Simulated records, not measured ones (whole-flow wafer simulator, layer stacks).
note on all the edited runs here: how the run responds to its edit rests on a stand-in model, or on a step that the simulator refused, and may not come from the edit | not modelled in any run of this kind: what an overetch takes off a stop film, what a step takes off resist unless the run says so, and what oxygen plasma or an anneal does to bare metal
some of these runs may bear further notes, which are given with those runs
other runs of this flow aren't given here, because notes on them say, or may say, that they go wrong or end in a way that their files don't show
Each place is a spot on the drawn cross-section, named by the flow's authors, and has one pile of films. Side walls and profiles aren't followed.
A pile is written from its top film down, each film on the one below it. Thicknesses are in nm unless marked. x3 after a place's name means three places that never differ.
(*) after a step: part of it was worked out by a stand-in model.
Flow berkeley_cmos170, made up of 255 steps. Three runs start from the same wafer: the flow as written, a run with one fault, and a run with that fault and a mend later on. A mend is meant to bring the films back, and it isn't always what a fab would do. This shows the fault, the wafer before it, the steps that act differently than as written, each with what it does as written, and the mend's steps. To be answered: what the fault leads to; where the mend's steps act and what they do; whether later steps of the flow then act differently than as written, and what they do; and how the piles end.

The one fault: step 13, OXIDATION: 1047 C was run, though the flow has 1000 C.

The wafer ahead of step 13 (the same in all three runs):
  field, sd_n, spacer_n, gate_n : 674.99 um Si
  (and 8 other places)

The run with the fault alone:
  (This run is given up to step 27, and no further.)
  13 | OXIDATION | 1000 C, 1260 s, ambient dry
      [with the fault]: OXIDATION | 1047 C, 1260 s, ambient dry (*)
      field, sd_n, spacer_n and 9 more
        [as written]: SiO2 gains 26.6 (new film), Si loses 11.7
        [with the fault]: SiO2 gains 39.6 (new film), Si loses 17.4
  Steps later in the flow that act otherwise than as written:
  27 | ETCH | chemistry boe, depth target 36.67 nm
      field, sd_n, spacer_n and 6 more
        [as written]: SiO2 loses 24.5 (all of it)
        [with the fault]: SiO2 loses 36.7
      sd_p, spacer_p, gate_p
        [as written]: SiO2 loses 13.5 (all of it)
        [with the fault]: SiO2 loses 26.6 (all of it)
  The piles after step 27 differ from the flow's at field, sd_n, spacer_n and 6 more by more than 2% or 0.5 nm, whichever is larger.
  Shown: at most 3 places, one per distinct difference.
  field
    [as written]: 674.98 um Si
    [with the fault]: 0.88 nm SiO2 on 674.97 um Si

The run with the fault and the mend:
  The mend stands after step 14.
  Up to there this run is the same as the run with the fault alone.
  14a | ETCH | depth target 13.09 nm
      field, sd_n, spacer_n and 9 more
        SiO2 loses 13.1
  None of the later steps of the flow acts differently than as written at any place that is followed.
  The piles end only slightly different from the flow's at the places that both follow, by no more than 2% or 0.5 nm, whichever is larger.
